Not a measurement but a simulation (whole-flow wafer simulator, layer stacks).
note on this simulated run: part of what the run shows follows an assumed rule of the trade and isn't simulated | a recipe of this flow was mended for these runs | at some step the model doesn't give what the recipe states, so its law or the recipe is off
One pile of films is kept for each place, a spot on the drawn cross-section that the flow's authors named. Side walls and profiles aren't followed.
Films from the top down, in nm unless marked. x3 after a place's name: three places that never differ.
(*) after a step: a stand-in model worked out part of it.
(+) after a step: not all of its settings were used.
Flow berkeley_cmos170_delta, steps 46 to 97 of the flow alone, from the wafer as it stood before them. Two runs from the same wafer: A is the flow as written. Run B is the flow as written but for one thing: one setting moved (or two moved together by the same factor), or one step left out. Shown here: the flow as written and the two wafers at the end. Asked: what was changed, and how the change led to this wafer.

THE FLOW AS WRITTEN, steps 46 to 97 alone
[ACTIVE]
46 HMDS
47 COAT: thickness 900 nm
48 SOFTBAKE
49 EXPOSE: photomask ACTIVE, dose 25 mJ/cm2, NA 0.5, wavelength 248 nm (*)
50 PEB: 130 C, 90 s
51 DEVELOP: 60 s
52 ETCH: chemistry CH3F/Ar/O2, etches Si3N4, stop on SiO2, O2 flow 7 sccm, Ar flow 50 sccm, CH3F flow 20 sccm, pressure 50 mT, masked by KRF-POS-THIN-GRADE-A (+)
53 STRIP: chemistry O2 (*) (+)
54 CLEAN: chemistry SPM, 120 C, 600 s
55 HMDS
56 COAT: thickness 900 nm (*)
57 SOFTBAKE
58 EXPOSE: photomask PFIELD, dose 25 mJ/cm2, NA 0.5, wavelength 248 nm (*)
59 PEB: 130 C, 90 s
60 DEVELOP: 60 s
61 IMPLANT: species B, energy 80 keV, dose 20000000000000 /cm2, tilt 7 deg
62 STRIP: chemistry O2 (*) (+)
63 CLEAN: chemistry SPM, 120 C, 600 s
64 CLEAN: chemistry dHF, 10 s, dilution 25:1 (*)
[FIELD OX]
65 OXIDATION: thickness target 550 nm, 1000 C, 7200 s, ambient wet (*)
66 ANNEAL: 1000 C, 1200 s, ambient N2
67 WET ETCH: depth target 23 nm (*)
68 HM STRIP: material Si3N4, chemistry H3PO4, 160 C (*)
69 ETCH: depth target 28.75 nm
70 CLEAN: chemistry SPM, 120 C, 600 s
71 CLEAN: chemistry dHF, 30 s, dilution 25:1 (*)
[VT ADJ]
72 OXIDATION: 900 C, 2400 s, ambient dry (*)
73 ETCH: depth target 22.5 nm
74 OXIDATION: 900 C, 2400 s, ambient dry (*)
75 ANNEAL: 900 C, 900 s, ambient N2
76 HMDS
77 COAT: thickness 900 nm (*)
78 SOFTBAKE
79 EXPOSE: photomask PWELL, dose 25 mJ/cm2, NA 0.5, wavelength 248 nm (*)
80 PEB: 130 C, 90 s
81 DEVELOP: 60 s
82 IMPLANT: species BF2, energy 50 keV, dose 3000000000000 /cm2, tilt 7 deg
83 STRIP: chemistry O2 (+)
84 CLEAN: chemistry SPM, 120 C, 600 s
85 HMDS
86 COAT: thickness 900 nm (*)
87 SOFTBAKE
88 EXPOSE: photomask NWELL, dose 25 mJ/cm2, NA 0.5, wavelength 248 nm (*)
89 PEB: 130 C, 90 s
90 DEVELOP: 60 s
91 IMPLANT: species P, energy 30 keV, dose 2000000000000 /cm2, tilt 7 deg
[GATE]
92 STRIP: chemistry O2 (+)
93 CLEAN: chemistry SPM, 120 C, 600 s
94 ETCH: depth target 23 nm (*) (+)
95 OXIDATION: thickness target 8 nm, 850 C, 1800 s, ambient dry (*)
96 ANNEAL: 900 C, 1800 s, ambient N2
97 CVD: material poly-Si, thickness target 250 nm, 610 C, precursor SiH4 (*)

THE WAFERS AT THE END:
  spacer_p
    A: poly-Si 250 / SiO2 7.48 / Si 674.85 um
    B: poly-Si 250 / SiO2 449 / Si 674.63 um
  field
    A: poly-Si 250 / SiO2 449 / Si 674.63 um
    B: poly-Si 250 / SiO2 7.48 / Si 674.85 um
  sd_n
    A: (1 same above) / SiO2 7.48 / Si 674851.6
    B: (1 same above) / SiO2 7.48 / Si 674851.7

The cause: step 49, EXPOSE: photomask NWELL was run, where the flow has photomask ACTIVE.

How the change led to this, step by step:
  51 DEVELOP: 60 s
      sd_p, spacer_p, gate_p: A KrF-resist -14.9 | B KrF-resist -898 (all of it)
      field: A KrF-resist -898 (all of it) | B KrF-resist -14.9
  52 ETCH: chemistry CH3F/Ar/O2, etches Si3N4, stop on SiO2, O2 flow 7 sccm, Ar flow 50 sccm, CH3F flow 20 sccm, pressure 50 mT, masked by KRF-POS-THIN-GRADE-A (+)
      sd_p, spacer_p, gate_p: A KrF-resist -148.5 | B Si3N4 -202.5 (all of it), SiO2 -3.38
      field: A Si3N4 -202.5 (all of it), SiO2 -3.38 | B KrF-resist -148.5
  53 STRIP: chemistry O2 (*) (+)
      sd_p, spacer_p, gate_p: A KrF-resist -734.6 (all of it) | B nothing
      field: A nothing | B KrF-resist -734.6 (all of it)
  56 COAT: thickness 900 nm (*)
      field: A KrF-resist +956.4 (new film) | B KrF-resist +896 (new film)
      sd_n: A KrF-resist +794.3 (new film) | B KrF-resist +885.8 (new film)
      (and at 7 more places)
  59 PEB: 130 C, 90 s
      sd_p: A KrF-resist -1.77 | B KrF-resist -2.28
  60 DEVELOP: 60 s
      field: A KrF-resist -954.2 (all of it) | B KrF-resist -894.1 (all of it)
  62 STRIP: chemistry O2 (*) (+)
      sd_n: A KrF-resist -777.7 (all of it) | B KrF-resist -868.8 (all of it)
      spacer_n: A KrF-resist -807.8 (all of it) | B KrF-resist -875.3 (all of it)
      (and at 6 more places)
  64 CLEAN: chemistry dHF, 10 s, dilution 25:1 (*)
      sd_p, spacer_p, gate_p: A Si3N4 -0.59 | B SiO2 -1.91
      field: A SiO2 -1.95 | B Si3N4 -0.7
  65 OXIDATION: thickness target 550 nm, 1000 C, 7200 s, ambient wet (*)
      spacer_p, gate_p: A SiO2 +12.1 (new film), Si3N4 -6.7 | B SiO2 +542.1, Si -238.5
      field: A SiO2 +542.1, Si -238.5 | B SiO2 +12.1 (new film), Si3N4 -6.7
      (and at 2 more places)
  67 WET ETCH: depth target 23 nm (*)
      sd_p, spacer_p, gate_p: A SiO2 -12.1 (all of it), Si3N4 -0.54 | B SiO2 -23
      field: A SiO2 -23 | B SiO2 -12.1 (all of it), Si3N4 -0.54
  68 HM STRIP: material Si3N4, chemistry H3PO4, 160 C (*)
      sd_p, spacer_p, gate_p: A Si3N4 -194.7 (all of it), SiO2 -9.06 | B SiO2 -15.1
      field: A SiO2 -15.1 | B Si3N4 -194.6 (all of it), SiO2 -9.05
  69 ETCH: depth target 28.75 nm
      spacer_p, gate_p: A SiO2 -17.5 (all of it) | B SiO2 -28.8
      field: A SiO2 -28.8 | B SiO2 -17.5 (all of it)
      (and at 1 more place)
  70 CLEAN: chemistry SPM, 120 C, 600 s
      sd_p, spacer_p, gate_p: A chemical SiO2 +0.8 (new film), Si -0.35 | B nothing
      field: A nothing | B chemical SiO2 +0.8 (new film), Si -0.35
  71 CLEAN: chemistry dHF, 30 s, dilution 25:1 (*)
      sd_p, spacer_p, gate_p: A chemical SiO2 -0.8 (all of it) | B SiO2 -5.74
      field: A SiO2 -5.74 | B chemical SiO2 -0.8 (all of it)
  72 OXIDATION: 900 C, 2400 s, ambient dry (*)
      spacer_p, gate_p: A SiO2 +14.9 (new film), Si -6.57 | B SiO2 +1.59, Si -0.7
      field: A SiO2 +1.59, Si -0.7 | B SiO2 +14.9 (new film), Si -6.57
      (and at 1 more place)
  73 ETCH: depth target 22.5 nm
      sd_p, spacer_p, gate_p: A SiO2 -14.9 (all of it) | B SiO2 -22.5
      field: A SiO2 -22.5 | B SiO2 -14.9 (all of it)
  ... 10 more steps ...
  95 OXIDATION: thickness target 8 nm, 850 C, 1800 s, ambient dry (*)
      spacer_p, gate_p: A SiO2 +7.48 (new film), Si -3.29 | B SiO2 +0.5, Si -0.22
      field: A SiO2 +0.5, Si -0.22 | B SiO2 +7.48 (new film), Si -3.29
      (and at 1 more place)
